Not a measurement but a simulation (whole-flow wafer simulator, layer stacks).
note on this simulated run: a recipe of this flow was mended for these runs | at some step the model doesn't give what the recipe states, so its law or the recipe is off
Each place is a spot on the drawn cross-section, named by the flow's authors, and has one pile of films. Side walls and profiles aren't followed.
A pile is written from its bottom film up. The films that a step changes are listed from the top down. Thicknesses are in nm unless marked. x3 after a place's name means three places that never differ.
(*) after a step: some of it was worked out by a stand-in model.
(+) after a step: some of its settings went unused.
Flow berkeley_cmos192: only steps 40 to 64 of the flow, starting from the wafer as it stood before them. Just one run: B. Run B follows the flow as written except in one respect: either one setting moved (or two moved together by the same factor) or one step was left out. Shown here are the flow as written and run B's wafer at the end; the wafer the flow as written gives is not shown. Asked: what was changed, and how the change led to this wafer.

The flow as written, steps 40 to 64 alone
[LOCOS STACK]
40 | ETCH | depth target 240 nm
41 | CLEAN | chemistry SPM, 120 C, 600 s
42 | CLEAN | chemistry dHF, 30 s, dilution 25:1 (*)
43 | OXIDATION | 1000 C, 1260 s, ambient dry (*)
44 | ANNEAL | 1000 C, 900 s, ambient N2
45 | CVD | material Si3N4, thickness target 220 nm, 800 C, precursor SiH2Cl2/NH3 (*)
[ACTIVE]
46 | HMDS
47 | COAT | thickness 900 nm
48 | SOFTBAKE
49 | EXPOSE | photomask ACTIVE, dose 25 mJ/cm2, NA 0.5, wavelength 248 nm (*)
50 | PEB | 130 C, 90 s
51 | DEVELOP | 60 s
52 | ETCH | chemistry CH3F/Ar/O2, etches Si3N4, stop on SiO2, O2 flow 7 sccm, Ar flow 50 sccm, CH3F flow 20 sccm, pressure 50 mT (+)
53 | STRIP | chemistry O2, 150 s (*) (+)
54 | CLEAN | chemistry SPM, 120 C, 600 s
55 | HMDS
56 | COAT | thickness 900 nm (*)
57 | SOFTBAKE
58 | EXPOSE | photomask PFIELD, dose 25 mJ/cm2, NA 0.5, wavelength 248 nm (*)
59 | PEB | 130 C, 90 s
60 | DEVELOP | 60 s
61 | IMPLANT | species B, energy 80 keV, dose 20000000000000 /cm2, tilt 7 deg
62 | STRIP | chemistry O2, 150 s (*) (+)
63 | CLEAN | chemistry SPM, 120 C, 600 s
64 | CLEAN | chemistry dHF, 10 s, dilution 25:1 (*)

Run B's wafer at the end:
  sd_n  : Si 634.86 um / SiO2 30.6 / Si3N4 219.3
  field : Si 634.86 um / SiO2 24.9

Cause: step 43, OXIDATION: 1016 C was run, whereas the flow has 1000 C.

Step by step, how the change led to this:
  43 | OXIDATION | 1000 C, 1260 s, ambient dry (*)
      field, sd_n, spacer_n and 6 more: +30.6 SiO2 (new film), -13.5 Si (as written it would have been: +26.6 SiO2 (new film), -11.7 Si)
